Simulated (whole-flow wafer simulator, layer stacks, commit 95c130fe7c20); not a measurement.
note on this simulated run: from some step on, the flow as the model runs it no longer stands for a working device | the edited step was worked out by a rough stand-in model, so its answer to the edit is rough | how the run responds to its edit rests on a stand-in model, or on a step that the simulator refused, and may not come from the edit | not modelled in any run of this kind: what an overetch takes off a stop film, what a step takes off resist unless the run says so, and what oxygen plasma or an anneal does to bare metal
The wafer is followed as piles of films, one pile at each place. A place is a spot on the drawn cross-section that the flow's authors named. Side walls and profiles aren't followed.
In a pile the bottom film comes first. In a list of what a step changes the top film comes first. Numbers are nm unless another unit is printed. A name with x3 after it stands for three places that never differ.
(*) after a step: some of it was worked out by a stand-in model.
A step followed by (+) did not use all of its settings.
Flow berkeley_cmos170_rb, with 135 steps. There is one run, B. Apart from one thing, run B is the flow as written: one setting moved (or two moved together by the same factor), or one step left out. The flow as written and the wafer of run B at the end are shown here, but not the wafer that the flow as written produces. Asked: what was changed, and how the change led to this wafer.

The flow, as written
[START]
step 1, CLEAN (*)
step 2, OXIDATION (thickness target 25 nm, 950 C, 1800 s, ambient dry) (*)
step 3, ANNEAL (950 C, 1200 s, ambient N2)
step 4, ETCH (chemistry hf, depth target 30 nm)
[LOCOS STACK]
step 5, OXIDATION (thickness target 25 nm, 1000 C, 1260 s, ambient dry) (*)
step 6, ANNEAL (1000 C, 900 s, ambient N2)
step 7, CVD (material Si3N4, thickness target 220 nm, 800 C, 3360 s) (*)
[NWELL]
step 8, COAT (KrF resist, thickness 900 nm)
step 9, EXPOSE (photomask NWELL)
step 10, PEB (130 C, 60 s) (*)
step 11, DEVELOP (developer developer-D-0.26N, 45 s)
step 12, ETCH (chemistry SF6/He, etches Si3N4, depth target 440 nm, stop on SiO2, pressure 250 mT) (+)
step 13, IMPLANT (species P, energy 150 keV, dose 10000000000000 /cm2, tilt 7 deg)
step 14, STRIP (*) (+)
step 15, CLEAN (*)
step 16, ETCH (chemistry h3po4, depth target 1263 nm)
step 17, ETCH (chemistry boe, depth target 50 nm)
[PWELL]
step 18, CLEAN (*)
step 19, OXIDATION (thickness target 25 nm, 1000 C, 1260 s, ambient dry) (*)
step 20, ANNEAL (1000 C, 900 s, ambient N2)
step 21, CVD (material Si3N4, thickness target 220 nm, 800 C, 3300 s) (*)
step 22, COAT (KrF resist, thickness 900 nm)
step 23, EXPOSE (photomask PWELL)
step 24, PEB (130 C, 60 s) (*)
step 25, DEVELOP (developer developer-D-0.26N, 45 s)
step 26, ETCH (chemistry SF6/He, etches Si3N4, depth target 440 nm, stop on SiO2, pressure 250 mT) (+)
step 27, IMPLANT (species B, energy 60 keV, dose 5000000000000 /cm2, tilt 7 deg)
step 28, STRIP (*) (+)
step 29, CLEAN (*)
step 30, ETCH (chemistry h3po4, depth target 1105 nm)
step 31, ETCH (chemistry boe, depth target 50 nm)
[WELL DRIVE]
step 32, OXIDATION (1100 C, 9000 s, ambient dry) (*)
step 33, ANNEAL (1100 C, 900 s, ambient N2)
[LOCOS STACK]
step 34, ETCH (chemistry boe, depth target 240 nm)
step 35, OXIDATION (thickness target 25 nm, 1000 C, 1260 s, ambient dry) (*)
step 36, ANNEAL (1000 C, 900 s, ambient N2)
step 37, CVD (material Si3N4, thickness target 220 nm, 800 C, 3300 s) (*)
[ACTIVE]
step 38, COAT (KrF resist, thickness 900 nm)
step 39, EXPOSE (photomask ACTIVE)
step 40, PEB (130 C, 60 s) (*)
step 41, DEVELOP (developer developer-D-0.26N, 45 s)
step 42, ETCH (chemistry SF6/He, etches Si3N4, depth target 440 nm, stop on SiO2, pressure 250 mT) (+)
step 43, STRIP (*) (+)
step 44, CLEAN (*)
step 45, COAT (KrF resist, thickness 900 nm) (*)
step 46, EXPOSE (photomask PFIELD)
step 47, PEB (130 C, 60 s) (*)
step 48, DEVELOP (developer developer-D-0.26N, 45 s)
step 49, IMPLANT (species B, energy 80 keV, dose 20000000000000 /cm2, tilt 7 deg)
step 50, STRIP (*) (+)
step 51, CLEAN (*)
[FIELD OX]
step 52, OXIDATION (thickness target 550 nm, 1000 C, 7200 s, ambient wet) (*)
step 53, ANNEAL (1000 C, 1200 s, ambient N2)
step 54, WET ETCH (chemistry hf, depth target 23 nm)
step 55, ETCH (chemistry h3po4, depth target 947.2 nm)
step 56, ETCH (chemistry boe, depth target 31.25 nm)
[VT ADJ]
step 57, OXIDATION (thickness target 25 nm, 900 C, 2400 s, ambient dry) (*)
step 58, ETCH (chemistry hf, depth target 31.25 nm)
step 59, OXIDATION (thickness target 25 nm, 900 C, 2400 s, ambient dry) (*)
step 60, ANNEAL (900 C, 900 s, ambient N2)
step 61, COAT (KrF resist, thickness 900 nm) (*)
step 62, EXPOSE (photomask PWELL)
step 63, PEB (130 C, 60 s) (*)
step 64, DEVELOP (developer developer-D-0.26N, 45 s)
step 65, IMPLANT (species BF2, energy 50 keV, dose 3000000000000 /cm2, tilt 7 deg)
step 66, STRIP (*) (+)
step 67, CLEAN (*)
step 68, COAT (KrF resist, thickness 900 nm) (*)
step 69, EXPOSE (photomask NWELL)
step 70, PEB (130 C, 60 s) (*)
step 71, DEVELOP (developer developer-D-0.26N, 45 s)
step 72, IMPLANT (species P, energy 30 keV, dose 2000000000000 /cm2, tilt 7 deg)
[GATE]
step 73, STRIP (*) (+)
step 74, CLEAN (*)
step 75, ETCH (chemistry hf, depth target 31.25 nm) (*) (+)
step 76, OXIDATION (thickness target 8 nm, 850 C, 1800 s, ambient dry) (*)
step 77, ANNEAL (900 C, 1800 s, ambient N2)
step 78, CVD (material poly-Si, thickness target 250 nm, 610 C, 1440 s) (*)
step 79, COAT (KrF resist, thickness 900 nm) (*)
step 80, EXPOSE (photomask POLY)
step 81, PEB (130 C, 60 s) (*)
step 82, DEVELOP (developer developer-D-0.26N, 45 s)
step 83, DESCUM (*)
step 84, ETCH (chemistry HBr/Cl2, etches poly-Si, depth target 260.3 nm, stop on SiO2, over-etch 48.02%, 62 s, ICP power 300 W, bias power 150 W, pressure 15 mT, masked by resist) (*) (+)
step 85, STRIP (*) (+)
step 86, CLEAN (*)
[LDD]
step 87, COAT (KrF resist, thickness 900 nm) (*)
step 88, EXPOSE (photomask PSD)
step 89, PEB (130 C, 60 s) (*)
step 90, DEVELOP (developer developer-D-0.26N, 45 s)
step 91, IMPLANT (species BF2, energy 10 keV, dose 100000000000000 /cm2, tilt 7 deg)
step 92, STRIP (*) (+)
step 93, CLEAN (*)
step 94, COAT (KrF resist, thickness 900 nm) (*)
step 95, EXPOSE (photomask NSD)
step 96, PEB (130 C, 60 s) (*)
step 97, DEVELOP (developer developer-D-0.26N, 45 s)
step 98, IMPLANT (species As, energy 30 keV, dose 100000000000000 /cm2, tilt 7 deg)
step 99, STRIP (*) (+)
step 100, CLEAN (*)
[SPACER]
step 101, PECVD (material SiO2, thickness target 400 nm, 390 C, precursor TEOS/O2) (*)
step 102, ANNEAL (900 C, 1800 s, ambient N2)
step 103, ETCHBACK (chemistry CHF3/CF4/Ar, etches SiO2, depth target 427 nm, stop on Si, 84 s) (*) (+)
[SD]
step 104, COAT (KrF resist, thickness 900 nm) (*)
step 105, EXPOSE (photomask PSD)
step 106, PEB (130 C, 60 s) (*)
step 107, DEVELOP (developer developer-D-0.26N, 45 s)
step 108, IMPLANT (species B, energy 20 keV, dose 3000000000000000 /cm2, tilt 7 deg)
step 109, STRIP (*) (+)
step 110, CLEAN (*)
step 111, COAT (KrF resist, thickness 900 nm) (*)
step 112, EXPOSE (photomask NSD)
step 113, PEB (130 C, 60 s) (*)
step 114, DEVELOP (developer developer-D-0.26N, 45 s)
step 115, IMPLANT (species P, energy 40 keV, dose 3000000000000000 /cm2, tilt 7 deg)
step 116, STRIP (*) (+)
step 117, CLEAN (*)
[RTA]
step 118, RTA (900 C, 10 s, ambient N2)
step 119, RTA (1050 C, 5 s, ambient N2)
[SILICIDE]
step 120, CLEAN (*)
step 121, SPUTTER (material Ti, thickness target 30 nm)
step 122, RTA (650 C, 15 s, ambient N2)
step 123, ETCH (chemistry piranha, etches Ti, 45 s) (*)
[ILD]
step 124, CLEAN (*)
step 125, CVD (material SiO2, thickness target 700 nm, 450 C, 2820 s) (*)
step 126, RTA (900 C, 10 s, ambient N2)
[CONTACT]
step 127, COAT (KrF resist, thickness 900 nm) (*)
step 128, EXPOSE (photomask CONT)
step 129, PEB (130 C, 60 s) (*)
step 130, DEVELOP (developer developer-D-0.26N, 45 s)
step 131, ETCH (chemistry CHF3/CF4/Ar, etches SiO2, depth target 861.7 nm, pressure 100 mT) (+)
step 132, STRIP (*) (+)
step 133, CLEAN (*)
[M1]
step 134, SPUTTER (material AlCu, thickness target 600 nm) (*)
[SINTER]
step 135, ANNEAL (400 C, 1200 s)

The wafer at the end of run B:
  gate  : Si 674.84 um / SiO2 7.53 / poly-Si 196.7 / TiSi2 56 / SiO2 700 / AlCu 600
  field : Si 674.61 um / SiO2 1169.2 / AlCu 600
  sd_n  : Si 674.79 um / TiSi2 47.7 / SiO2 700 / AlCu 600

The reason: step 35, OXIDATION: 1100 C was run, though the flow has 1000 C.

How this came from the change, step by step:
  step 35, OXIDATION (thickness target 25 nm, 1000 C, 1260 s, ambient dry) (*)
      field, sd_n, spacer_n and 6 more: +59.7 SiO2 (new film), -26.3 Si (as written it would have been: +26.6 SiO2 (new film), -11.7 Si)
  step 52, OXIDATION (thickness target 550 nm, 1000 C, 7200 s, ambient wet) (*)
      gate: +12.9 SiO2 (new film), -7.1 Si3N4 (as written it would have been: +12.9 SiO2 (new film), -7.1 Si3N4, +0.08 SiO2, -0.08 Si)
      contact: +12.9 SiO2 (new film), -7.1 Si3N4, +0.08 SiO2, -0.08 Si (as written it would have been: +12.9 SiO2 (new film), -7.1 Si3N4)
      (and at 4 other places as well)
  step 56, ETCH (chemistry boe, depth target 31.25 nm)
      spacer_n, gate, spacer_p, gate_p, contact: -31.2 SiO2 (as written it would have been: -26.6 SiO2 (all of it))
      sd_n: -31.2 SiO2 (as written it would have been: -28.8 SiO2 (all of it))
      (and at 2 other places as well)
  step 57, OXIDATION (thickness target 25 nm, 900 C, 2400 s, ambient dry) (*)
      spacer_n, gate, spacer_p, gate_p: +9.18 SiO2, -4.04 Si (as written it would have been: +15 SiO2 (new film), -6.62 Si)
      sd_n: +7.77 SiO2, -3.42 Si (as written it would have been: +15 SiO2 (new film), -6.62 Si)
      (and at 3 other places as well)
  step 58, ETCH (chemistry hf, depth target 31.25 nm)
      sd_n, spacer_n, gate, sd_p, spacer_p, gate_p, contact: -31.2 SiO2 (as written it would have been: -15 SiO2 (all of it))
      m1: -31.3 SiO2 (as written it would have been: -15 SiO2 (all of it))
  step 59, OXIDATION (thickness target 25 nm, 900 C, 2400 s, ambient dry) (*)
      spacer_n, gate, spacer_p, gate_p: +10.9 SiO2, -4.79 Si (as written it would have been: +15 SiO2 (new film), -6.62 Si)
      sd_n: +8.21 SiO2, -3.61 Si (as written it would have been: +15 SiO2 (new film), -6.62 Si)
      (and at 3 other places as well)
  step 75, ETCH (chemistry hf, depth target 31.25 nm) (*) (+)
      sd_n, m1: -31.2 SiO2 (as written it would have been: -15 SiO2 (all of it))
      spacer_n, gate, spacer_p, gate_p, contact: -17.3 SiO2 (all of it) (as written it would have been: -15 SiO2 (all of it))
      (and at 1 other place as well)
  step 76, OXIDATION (thickness target 8 nm, 850 C, 1800 s, ambient dry) (*)
      sd_n: +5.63 SiO2, -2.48 Si (as written it would have been: +7.53 SiO2 (new film), -3.31 Si)
      m1: +4.46 SiO2, -1.96 Si (as written it would have been: +7.53 SiO2 (new film), -3.31 Si)
  step 87, COAT (KrF resist, thickness 900 nm) (*)
      sd_n: +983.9 KrF resist (new film) (as written it would have been: +962.1 KrF resist (new film))
  step 92, STRIP (*) (+)
      sd_n: -969.7 KrF resist (all of it) (as written it would have been: -947.9 KrF resist (all of it))
  step 94, COAT (KrF resist, thickness 900 nm) (*)
      sd_n: +983.9 KrF resist (new film) (as written it would have been: +962.1 KrF resist (new film))
  step 97, DEVELOP (developer developer-D-0.26N, 45 s)
      sd_n: -983.9 KrF resist (all of it) (as written it would have been: -962.1 KrF resist (all of it))
  step 109, STRIP (*) (+)
      sd_n: -987.9 KrF resist (all of it) (as written it would have been: -967.9 KrF resist (all of it))
  step 121, SPUTTER (material Ti, thickness target 30 nm)
      sd_n: +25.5 Ti (new film) (as written it would have been: +30 Ti (new film))
      sd_p: +25.5 Ti (new film) (as written it would have been: +27.1 Ti (new film))
  step 122, RTA (650 C, 15 s, ambient N2)
      sd_n: -19.9 Ti, +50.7 TiSi2 C49 (new film), -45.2 Si (as written it would have been: -23.4 Ti, +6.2 TiSi first (new film), +50.3 TiSi2 C49 (new film), -49 Si)
      sd_p: -19.9 Ti, +50.6 TiSi2 C49 (new film), -45.2 Si (as written it would have been: -21.1 Ti, +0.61 TiSi first (new film), +52.9 TiSi2 C49 (new film), -47.6 Si)
  step 123, ETCH (chemistry piranha, etches Ti, 45 s) (*)
      sd_n: -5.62 Ti (all of it) (as written it would have been: -6.6 Ti (all of it))
  step 126, RTA (900 C, 10 s, ambient N2)
      sd_n: under 1 film: +47.7 TiSi2 (new film), -50.7 TiSi2 C49 (all of it) (as written it would have been: under 1 film: +56 TiSi2 (new film), -6.2 TiSi first (all of it), -50.3 TiSi2 C49 (all of it), -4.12 Si)
      sd_p: under 1 film: +47.6 TiSi2 (new film), -50.6 TiSi2 C49 (all of it) (as written it would have been: under 1 film: +50.7 TiSi2 (new film), -0.61 TiSi first (all of it), -52.9 TiSi2 C49 (all of it), -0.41 Si)
